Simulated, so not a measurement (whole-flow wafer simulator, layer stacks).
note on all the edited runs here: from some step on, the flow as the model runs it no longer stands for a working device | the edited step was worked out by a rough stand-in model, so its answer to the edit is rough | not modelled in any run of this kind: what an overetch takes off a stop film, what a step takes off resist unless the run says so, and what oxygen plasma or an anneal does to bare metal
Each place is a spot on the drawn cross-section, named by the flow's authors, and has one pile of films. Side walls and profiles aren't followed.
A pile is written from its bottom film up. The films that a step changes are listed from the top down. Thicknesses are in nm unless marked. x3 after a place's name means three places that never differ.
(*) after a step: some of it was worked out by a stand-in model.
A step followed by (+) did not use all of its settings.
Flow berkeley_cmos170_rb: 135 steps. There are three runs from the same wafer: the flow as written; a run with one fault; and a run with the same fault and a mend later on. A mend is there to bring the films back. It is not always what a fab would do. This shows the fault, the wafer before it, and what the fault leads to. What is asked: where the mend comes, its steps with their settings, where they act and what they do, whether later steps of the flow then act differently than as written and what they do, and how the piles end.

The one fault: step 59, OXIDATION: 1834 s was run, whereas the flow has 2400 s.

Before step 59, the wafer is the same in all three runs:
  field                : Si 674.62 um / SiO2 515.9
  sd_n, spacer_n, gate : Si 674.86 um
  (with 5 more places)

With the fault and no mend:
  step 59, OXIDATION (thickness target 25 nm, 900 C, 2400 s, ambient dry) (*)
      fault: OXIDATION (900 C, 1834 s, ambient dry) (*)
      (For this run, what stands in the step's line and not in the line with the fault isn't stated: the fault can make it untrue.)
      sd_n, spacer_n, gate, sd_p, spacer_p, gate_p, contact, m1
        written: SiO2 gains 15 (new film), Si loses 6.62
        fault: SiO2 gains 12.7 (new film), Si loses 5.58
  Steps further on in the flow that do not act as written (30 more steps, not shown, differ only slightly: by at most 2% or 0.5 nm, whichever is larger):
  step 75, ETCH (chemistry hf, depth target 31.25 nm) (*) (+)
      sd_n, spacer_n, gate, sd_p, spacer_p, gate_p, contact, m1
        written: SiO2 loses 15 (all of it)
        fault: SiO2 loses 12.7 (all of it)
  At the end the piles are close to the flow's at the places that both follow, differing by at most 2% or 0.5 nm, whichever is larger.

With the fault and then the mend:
  After step 60 comes the mend.
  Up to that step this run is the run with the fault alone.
  step 60a, OXIDATION (900 C, 561 s, ambient dry) (*) (a further turn of the flow's step 59, with different settings)
      sd_n, spacer_n, gate, sd_p, spacer_p, gate_p, contact, m1
        SiO2 gains 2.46, Si loses 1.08
      field
        SiO2 gains 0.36, Si loses 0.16
  None of the later steps of the flow differs from how it acts as written, at any place that is followed, by more than 2% or 0.5 nm, whichever is larger.
  At the end the piles are close to the flow's at the places that both follow, differing by at most 2% or 0.5 nm, whichever is larger.
